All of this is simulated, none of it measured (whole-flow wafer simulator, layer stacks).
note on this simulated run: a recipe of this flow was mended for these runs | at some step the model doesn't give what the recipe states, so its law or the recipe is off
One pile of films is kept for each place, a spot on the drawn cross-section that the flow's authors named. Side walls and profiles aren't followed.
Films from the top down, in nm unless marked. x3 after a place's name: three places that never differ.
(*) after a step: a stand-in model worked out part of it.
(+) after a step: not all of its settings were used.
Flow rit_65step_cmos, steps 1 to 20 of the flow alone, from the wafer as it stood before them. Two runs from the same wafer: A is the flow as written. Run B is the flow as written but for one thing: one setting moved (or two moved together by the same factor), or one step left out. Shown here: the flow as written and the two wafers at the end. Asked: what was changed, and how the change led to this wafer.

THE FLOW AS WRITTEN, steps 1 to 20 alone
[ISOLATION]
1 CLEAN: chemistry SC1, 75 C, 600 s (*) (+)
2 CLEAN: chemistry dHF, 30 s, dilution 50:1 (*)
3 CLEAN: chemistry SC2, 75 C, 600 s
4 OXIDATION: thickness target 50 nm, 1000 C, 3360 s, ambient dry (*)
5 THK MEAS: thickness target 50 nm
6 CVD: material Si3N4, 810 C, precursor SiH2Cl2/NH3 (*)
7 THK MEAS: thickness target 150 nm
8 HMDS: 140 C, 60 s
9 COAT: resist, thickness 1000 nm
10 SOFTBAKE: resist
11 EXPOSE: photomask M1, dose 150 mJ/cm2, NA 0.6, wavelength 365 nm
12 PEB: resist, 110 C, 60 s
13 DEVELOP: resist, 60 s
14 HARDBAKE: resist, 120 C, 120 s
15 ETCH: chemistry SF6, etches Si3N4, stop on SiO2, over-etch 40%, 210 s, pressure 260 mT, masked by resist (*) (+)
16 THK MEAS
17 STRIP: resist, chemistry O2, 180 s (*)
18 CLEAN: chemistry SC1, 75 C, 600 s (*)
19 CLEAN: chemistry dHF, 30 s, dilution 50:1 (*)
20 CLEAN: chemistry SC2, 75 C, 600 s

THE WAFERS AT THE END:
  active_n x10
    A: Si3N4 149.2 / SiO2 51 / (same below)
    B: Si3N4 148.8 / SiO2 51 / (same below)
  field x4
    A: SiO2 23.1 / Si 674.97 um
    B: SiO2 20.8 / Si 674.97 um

The cause: step 18, CLEAN: 89 C was run, where the flow has 75 C.

How the change led to this, step by step:
  18 CLEAN: chemistry SC1, 75 C, 600 s (*)
      field x4: A SiO2 -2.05 | B SiO2 -4.43
